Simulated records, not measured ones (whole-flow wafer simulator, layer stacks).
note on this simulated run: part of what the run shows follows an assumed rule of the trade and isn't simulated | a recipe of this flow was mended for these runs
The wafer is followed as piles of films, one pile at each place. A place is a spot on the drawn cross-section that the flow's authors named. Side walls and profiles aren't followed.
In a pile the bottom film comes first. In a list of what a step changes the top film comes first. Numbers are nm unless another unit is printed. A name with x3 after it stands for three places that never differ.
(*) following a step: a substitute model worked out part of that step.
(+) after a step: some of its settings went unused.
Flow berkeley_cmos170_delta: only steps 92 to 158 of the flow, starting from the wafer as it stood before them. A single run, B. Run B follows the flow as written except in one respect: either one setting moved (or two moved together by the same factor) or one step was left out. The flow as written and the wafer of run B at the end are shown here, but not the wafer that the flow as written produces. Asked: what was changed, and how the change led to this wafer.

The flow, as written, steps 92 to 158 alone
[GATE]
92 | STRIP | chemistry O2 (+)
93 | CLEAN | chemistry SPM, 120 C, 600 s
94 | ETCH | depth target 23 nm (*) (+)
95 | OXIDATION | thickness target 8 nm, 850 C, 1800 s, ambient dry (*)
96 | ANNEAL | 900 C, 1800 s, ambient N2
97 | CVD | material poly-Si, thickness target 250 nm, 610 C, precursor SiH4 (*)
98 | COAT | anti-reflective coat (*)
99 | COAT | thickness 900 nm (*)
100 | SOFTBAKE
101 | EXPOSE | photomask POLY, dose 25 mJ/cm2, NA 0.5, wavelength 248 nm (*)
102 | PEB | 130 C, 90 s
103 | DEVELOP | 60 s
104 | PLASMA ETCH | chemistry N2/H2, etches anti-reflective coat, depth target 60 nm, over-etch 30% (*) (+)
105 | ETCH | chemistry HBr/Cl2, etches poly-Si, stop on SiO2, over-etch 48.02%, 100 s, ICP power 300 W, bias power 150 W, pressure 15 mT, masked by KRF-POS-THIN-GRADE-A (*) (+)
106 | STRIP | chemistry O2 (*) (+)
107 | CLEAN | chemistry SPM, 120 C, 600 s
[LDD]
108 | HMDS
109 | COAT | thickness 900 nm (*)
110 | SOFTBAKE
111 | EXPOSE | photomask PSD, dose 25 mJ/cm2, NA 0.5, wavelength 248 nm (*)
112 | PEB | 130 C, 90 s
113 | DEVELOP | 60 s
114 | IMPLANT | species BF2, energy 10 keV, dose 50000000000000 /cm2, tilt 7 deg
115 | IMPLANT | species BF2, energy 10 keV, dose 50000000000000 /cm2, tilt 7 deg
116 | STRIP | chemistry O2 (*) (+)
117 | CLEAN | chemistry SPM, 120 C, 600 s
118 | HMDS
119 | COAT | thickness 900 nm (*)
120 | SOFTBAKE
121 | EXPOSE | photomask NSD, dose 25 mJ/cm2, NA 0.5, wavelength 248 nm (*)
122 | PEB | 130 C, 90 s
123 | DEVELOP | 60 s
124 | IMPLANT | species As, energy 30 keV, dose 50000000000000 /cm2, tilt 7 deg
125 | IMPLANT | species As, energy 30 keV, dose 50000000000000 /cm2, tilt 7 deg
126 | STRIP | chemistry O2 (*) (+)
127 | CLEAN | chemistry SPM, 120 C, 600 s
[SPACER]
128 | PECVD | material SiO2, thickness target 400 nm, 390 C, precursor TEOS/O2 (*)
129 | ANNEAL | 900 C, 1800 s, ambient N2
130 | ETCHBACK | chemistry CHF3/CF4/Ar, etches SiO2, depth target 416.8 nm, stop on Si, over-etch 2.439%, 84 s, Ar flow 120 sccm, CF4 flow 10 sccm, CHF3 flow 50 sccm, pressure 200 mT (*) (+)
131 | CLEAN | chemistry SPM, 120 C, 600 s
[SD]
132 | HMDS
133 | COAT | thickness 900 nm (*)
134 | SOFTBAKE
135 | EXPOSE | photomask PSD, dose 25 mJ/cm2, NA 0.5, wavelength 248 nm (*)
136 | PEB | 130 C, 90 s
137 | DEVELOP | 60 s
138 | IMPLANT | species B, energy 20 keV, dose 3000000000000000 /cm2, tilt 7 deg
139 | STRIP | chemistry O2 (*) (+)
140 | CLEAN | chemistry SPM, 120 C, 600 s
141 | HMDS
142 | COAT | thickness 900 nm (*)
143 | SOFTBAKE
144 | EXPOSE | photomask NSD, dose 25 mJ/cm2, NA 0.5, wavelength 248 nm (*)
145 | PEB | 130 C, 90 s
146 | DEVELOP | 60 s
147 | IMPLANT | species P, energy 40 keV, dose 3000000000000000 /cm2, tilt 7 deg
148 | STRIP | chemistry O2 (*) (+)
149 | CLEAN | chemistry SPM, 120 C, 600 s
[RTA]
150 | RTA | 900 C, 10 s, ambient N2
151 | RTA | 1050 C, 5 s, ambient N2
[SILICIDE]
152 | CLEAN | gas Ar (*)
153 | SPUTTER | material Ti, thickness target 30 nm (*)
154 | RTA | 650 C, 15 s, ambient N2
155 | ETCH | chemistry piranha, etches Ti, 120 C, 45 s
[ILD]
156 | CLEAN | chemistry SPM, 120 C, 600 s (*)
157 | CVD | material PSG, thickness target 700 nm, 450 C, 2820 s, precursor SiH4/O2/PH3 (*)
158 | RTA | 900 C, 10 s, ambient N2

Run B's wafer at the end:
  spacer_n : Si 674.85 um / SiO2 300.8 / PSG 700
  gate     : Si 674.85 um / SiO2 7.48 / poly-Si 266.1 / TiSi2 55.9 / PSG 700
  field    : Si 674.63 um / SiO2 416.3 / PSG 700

Cause: step 97, CVD: thickness target 325 nm was run, though the flow has thickness target 250 nm.

How this came from the change, step by step:
  97 | CVD | material poly-Si, thickness target 250 nm, 610 C, precursor SiH4 (*)
      field, sd_n, spacer_n and 6 more: poly-Si gains 325 (new film) (as written it would have been: poly-Si gains 250 (new film))
  98 | COAT | anti-reflective coat (*)
      field: anti-reflective coat gains 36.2 (new film) (as written it would have been: anti-reflective coat gains 35.2 (new film))
      sd_n: anti-reflective coat gains 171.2 (new film) (as written it would have been: anti-reflective coat gains 166.5 (new film))
      (also at 1 further place)
  104 | PLASMA ETCH | chemistry N2/H2, etches anti-reflective coat, depth target 60 nm, over-etch 30% (*) (+)
      field: anti-reflective coat loses 36.2 (all of it), poly-Si loses 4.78 (as written it would have been: anti-reflective coat loses 35.2 (all of it), poly-Si loses 4.65)
      sd_n: anti-reflective coat loses 171.2 (all of it), poly-Si loses 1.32 (as written it would have been: anti-reflective coat loses 166.5 (all of it), poly-Si loses 1.28)
      (also at 1 further place)
  105 | ETCH | chemistry HBr/Cl2, etches poly-Si, stop on SiO2, over-etch 48.02%, 100 s, ICP power 300 W, bias power 150 W, pressure 15 mT, masked by KRF-POS-THIN-GRADE-A (*) (+)
      field: poly-Si loses 320.2 (all of it), SiO2 loses 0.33 (as written it would have been: poly-Si loses 245.4 (all of it), SiO2 loses 1.77)
      sd_n: poly-Si loses 323.7 (all of it), SiO2 loses 0.31 (as written it would have been: poly-Si loses 248.7 (all of it), SiO2 loses 1.52)
      (also at 5 further places)
  109 | COAT | thickness 900 nm (*)
      gate: KrF-resist gains 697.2 (new film) (as written it would have been: KrF-resist gains 758.7 (new film))
      gate_p: KrF-resist gains 693 (new film) (as written it would have been: KrF-resist gains 754.5 (new film))
  113 | DEVELOP | 60 s
      gate_p: KrF-resist loses 691.6 (all of it) (as written it would have been: KrF-resist loses 752.9 (all of it))
  116 | STRIP | chemistry O2 (*) (+)
      gate: KrF-resist loses 680.8 (all of it), chemical SiO2 gains 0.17 (as written it would have been: KrF-resist loses 742.2 (all of it), chemical SiO2 gains 0.17)
  119 | COAT | thickness 900 nm (*)
      gate: KrF-resist gains 696.2 (new film) (as written it would have been: KrF-resist gains 758 (new film))
      gate_p: KrF-resist gains 691.9 (new film) (as written it would have been: KrF-resist gains 753.6 (new film))
  123 | DEVELOP | 60 s
      gate: KrF-resist loses 694.7 (all of it) (as written it would have been: KrF-resist loses 756.3 (all of it))
  126 | STRIP | chemistry O2 (*) (+)
      gate_p: KrF-resist loses 675.5 (all of it), chemical SiO2 gains 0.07 (as written it would have been: KrF-resist loses 737.1 (all of it), chemical SiO2 gains 0.07)
  130 | ETCHBACK | chemistry CHF3/CF4/Ar, etches SiO2, depth target 416.8 nm, stop on Si, over-etch 2.439%, 84 s, Ar flow 120 sccm, CF4 flow 10 sccm, CHF3 flow 50 sccm, pressure 200 mT (*) (+)
      spacer_n, spacer_p: SiO2 loses 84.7 (as written it would have been: SiO2 loses 158.2)
  133 | COAT | thickness 900 nm (*)
      spacer_n: KrF-resist gains 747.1 (new film) (as written it would have been: KrF-resist gains 801.4 (new film))
      gate: KrF-resist gains 728.1 (new film) (as written it would have been: KrF-resist gains 780.9 (new film))
      (also at 2 further places)
  137 | DEVELOP | 60 s
      spacer_p: KrF-resist loses 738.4 (all of it) (as written it would have been: KrF-resist loses 792.3 (all of it))
      gate_p: KrF-resist loses 719.2 (all of it) (as written it would have been: KrF-resist loses 771.7 (all of it))
  139 | STRIP | chemistry O2 (*) (+)
      spacer_n: KrF-resist loses 730.6 (all of it) (as written it would have been: KrF-resist loses 784.8 (all of it))
      gate: KrF-resist loses 711.6 (all of it), chemical SiO2 gains 0.17, poly-Si loses 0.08 (as written it would have been: KrF-resist loses 764.3 (all of it), chemical SiO2 gains 0.17, poly-Si loses 0.08)
  142 | COAT | thickness 900 nm (*)
      spacer_n: KrF-resist gains 747.2 (new film) (as written it would have been: KrF-resist gains 801.5 (new film))
      gate: KrF-resist gains 728 (new film) (as written it would have been: KrF-resist gains 780.9 (new film))
      (also at 2 further places)
  146 | DEVELOP | 60 s
      spacer_n: KrF-resist loses 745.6 (all of it) (as written it would have been: KrF-resist loses 799.8 (all of it))
      gate: KrF-resist loses 726.5 (all of it) (as written it would have been: KrF-resist loses 779.2 (all of it))
  148 | STRIP | chemistry O2 (*) (+)
      spacer_p: KrF-resist loses 723.5 (all of it) (as written it would have been: KrF-resist loses 777.5 (all of it))
      gate_p: KrF-resist loses 704.1 (all of it), chemical SiO2 gains 0.07 (as written it would have been: KrF-resist loses 756.6 (all of it), chemical SiO2 gains 0.07)
